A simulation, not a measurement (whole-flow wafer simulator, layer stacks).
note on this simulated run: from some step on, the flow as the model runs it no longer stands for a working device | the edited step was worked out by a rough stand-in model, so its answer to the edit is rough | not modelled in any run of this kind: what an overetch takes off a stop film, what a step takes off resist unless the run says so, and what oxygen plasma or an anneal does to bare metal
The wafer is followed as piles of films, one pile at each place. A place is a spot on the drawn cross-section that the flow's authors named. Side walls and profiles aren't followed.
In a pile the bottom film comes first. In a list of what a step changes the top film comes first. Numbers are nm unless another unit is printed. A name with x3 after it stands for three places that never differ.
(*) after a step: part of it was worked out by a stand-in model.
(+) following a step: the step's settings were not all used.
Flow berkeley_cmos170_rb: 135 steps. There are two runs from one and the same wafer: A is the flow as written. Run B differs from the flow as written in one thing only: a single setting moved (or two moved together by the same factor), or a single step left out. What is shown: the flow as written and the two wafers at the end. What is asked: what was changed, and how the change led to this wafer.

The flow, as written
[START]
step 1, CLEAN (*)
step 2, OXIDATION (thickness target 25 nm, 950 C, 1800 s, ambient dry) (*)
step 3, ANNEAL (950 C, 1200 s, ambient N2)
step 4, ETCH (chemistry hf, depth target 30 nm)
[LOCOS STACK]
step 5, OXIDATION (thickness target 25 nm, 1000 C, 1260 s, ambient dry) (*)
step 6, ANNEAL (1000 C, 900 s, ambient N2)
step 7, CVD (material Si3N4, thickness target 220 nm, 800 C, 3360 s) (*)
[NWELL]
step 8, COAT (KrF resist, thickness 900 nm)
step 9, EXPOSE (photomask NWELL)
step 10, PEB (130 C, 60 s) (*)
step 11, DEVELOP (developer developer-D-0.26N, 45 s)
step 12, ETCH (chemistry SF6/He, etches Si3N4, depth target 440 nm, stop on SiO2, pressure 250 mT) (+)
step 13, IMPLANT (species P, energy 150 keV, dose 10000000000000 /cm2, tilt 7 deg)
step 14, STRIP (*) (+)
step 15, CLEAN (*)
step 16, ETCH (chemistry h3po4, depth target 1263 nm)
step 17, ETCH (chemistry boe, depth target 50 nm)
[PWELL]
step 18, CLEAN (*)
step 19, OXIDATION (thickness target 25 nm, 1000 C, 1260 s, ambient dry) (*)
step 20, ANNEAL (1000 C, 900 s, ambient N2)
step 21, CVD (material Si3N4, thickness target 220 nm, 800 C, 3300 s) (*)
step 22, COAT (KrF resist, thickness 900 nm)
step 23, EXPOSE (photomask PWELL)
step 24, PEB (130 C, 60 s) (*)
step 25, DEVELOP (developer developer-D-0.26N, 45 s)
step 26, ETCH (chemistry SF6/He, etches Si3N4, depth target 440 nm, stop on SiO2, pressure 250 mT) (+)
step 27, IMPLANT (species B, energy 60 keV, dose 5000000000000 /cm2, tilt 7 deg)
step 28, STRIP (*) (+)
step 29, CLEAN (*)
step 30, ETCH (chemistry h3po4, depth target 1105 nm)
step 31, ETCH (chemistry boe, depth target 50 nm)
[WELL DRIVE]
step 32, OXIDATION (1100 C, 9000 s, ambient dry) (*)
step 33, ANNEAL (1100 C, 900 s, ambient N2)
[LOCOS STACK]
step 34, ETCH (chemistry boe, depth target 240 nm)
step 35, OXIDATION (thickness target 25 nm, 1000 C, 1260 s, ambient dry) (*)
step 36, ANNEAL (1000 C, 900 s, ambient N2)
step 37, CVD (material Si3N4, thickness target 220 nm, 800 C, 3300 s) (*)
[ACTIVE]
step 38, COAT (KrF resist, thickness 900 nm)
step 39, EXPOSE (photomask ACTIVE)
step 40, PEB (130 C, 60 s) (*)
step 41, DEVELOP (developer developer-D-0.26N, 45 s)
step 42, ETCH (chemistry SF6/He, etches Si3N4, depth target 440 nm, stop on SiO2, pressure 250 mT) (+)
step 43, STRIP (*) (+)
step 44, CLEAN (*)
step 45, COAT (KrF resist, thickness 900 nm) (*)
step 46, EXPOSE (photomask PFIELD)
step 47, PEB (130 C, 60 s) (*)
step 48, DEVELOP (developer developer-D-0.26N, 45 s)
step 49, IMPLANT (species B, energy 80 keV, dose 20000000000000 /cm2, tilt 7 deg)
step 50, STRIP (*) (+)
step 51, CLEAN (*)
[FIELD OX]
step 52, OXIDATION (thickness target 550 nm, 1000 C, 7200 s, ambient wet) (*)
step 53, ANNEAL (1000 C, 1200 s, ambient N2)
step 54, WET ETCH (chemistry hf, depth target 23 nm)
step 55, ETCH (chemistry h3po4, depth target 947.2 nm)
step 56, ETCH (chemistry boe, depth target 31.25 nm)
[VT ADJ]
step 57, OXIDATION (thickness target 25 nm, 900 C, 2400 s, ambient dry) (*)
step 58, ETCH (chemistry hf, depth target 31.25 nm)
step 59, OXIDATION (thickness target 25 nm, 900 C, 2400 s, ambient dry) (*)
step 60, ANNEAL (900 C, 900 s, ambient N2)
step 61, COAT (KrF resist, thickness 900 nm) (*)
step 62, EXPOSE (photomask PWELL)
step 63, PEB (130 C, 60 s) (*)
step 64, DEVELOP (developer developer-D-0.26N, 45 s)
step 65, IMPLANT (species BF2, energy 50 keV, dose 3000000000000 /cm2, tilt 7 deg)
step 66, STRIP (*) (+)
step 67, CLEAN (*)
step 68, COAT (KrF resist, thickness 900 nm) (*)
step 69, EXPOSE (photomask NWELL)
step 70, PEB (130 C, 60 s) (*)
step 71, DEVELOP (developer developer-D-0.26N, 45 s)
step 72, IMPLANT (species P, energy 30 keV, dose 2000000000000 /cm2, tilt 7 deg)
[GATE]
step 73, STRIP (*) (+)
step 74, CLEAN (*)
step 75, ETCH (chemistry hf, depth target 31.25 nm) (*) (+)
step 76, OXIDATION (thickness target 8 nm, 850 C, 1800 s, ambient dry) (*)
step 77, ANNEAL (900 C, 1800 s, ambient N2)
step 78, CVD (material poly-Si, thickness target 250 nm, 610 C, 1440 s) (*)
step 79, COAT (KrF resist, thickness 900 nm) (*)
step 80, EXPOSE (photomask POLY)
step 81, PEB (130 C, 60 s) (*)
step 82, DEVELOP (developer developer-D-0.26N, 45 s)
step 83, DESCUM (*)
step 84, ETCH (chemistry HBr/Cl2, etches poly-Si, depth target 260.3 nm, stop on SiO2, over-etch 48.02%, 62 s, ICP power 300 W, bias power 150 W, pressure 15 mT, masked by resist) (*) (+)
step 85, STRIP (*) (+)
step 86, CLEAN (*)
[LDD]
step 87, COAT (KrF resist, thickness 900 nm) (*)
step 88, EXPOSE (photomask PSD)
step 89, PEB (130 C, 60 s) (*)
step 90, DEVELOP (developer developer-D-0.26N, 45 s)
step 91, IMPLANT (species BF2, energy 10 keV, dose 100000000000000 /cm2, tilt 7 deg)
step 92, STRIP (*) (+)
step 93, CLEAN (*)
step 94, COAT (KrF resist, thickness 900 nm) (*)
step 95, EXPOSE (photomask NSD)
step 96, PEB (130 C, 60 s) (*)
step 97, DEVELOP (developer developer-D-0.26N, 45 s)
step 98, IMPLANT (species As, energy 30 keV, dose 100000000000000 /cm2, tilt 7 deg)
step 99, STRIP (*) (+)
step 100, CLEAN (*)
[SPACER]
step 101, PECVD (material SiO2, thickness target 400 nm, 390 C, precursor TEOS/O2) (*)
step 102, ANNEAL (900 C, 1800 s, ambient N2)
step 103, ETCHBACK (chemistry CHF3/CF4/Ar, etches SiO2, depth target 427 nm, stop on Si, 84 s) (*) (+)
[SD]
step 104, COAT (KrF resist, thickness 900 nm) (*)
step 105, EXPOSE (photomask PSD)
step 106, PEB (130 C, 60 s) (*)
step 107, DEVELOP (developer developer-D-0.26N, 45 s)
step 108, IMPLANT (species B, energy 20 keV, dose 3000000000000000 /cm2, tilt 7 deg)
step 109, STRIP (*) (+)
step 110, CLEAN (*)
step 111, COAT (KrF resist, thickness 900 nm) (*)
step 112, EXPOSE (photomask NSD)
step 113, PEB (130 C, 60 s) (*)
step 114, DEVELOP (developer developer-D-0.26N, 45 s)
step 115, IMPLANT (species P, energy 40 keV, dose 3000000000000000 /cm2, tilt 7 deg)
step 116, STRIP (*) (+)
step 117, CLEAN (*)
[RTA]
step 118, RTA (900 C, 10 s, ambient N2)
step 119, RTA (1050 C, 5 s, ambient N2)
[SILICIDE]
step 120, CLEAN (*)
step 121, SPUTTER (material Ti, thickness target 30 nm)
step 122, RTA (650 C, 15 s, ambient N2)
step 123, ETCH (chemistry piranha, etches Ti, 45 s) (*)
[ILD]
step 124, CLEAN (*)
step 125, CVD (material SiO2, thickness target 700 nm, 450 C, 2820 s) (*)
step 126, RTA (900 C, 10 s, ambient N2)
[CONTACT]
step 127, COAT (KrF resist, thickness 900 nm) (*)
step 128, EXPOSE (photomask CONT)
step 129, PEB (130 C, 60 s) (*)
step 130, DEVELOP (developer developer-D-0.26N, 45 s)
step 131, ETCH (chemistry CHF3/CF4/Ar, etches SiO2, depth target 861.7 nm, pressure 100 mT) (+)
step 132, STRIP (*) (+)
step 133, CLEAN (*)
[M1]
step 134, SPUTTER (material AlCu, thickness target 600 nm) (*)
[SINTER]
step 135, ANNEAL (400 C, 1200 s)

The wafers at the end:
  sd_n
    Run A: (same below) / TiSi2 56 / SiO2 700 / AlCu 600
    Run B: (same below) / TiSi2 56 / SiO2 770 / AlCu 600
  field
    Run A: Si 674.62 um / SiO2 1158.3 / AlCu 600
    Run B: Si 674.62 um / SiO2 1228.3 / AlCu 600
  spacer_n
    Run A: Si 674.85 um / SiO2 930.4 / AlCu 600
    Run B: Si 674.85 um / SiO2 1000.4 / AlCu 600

What caused this: step 125, CVD: thickness target 770 nm was run, though the flow has thickness target 700 nm.
One can read it off the wafer: sd_n has SiO2 770, and step 125 as written asks for 700 nm.

Step by step, how the change led to this:
  step 125, CVD (material SiO2, thickness target 700 nm, 450 C, 2820 s) (*)
      sd_n, gate, sd_p, gate_p, contact, m1: A SiO2 gains 700 (new film) | B SiO2 gains 770 (new film)
      field, spacer_n, spacer_p: A SiO2 gains 700 | B SiO2 gains 770
  step 131, ETCH (chemistry CHF3/CF4/Ar, etches SiO2, depth target 861.7 nm, pressure 100 mT) (+)
      contact: A SiO2 loses 700 (all of it), TiSi2 loses 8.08 | B SiO2 loses 770 (all of it), TiSi2 loses 4.58
  step 134, SPUTTER (material AlCu, thickness target 600 nm) (*)
      contact: A AlCu gains 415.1 (new film) | B AlCu gains 399.2 (new film)
